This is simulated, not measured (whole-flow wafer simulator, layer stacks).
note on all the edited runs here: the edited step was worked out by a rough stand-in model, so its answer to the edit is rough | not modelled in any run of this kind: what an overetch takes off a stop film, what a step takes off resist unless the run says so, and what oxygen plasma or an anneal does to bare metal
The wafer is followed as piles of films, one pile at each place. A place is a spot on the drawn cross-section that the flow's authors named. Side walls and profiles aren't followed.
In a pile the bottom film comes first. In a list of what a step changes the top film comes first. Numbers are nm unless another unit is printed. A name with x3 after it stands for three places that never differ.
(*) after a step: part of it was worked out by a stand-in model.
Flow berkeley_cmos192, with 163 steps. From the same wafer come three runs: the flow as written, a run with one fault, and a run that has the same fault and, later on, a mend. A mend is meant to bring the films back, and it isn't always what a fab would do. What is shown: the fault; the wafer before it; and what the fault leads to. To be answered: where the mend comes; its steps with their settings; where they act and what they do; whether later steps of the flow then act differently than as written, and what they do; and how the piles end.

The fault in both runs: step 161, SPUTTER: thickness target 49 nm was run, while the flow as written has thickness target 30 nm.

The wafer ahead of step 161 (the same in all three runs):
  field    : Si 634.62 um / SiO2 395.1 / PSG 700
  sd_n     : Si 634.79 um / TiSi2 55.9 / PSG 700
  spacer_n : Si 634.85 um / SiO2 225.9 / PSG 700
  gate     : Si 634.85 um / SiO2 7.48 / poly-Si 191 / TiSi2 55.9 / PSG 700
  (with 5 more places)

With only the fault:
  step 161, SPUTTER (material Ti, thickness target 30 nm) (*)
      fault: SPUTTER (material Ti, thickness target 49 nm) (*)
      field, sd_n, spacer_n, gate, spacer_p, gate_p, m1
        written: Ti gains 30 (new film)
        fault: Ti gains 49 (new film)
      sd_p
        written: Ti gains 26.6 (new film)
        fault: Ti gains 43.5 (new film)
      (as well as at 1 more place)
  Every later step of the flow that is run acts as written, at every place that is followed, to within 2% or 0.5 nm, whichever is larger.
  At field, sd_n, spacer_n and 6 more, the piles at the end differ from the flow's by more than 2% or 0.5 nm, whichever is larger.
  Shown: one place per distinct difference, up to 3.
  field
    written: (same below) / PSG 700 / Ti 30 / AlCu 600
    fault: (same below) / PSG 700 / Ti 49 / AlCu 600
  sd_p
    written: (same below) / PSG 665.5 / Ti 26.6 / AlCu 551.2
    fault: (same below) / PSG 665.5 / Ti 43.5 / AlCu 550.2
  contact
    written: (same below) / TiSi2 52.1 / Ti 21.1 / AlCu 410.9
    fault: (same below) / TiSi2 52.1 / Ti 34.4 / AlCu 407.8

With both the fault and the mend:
  The mend follows step 161.
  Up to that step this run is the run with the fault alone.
  step 161a, ETCH (chemistry piranha, etches Ti, 120 C, 85 s) (a further turn of the flow's step 148, with different settings)
      field, sd_n, spacer_n, gate, spacer_p, gate_p, m1
        Ti loses 49 (all of it)
      sd_p
        Ti loses 43.5 (all of it)
      contact
        Ti loses 34.4 (all of it), TiSi2 loses 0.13
  step 161b, SPUTTER (material Ti, thickness target 30 nm) (*) (a further turn of the flow's step 161)
      field, sd_n, spacer_n, gate, spacer_p, gate_p, m1
        Ti gains 30 (new film)
      sd_p
        Ti gains 26.6 (new film)
      contact
        Ti gains 21.1 (new film)
  Every later step of the flow that is run acts as written at every place that is followed.
  At the end the piles are close to the flow's at the places that both follow, differing by at most 2% or 0.5 nm, whichever is larger.
